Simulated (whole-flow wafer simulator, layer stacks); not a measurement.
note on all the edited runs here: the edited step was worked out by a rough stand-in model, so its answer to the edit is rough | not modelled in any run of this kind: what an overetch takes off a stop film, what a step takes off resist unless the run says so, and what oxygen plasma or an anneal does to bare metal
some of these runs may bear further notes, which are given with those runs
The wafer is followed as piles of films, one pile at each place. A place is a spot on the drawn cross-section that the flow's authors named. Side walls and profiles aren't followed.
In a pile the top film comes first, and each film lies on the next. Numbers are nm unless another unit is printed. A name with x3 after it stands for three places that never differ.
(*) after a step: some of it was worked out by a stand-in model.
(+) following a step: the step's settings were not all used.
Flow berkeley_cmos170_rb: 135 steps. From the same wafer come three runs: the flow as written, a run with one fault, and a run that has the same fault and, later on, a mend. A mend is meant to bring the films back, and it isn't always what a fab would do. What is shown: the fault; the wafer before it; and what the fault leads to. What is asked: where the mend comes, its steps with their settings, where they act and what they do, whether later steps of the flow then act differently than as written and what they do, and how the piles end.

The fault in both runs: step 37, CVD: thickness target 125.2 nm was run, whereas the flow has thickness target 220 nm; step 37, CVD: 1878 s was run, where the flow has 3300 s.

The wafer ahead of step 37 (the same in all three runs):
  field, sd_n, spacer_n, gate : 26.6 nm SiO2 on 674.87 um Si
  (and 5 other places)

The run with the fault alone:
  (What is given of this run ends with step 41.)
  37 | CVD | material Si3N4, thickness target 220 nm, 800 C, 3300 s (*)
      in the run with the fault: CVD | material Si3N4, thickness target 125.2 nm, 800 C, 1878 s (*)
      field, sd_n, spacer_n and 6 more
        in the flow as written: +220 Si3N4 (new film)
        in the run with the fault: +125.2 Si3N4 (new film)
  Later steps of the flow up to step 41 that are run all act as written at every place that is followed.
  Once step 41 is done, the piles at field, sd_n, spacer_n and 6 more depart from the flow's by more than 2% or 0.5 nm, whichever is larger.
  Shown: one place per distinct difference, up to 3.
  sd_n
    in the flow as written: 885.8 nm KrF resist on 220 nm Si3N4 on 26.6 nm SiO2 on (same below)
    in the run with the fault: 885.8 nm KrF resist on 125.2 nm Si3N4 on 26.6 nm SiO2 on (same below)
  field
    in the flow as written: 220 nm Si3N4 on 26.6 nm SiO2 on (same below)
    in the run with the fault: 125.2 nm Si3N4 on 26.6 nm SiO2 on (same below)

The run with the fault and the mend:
  The mend stands after step 41.
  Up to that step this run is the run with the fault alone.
  41a | STRIP (*) (+)
      sd_n, spacer_n, gate, sd_p, spacer_p, gate_p, contact, m1
        -885.8 KrF resist (all of it)
  41b | CLEAN (*)
      leaves every film unchanged at each place that is followed
  41c | CVD | material Si3N4, thickness target 94.82 nm, 800 C, 1422 s (*) (the flow's step 37, run once more with other settings)
      field, sd_n, spacer_n and 6 more
        +94.8 Si3N4
  41d | COAT | KrF resist, thickness 900 nm (the flow's step 38, run once more)
      field, sd_n, spacer_n and 6 more
        +900 KrF resist (new film)
  41e | EXPOSE | photomask ACTIVE (the flow's step 39, run once more)
      leaves every film unchanged at each place that is followed
  41f | PEB | 130 C, 60 s (*) (the flow's step 40, run once more)
      leaves every film unchanged at each place that is followed
  41g | DEVELOP | developer developer-D-0.26N, 45 s (the flow's step 41, run once more)
      sd_n, spacer_n, gate, sd_p, spacer_p, gate_p, contact, m1
        -14.2 KrF resist
      field
        -900 KrF resist (all of it)
  Later steps of the flow that are run all act as written at every place that is followed, up to a difference of at most 2% or 0.5 nm, whichever is larger.
  The piles end the same as the flow's at every place that both follow.
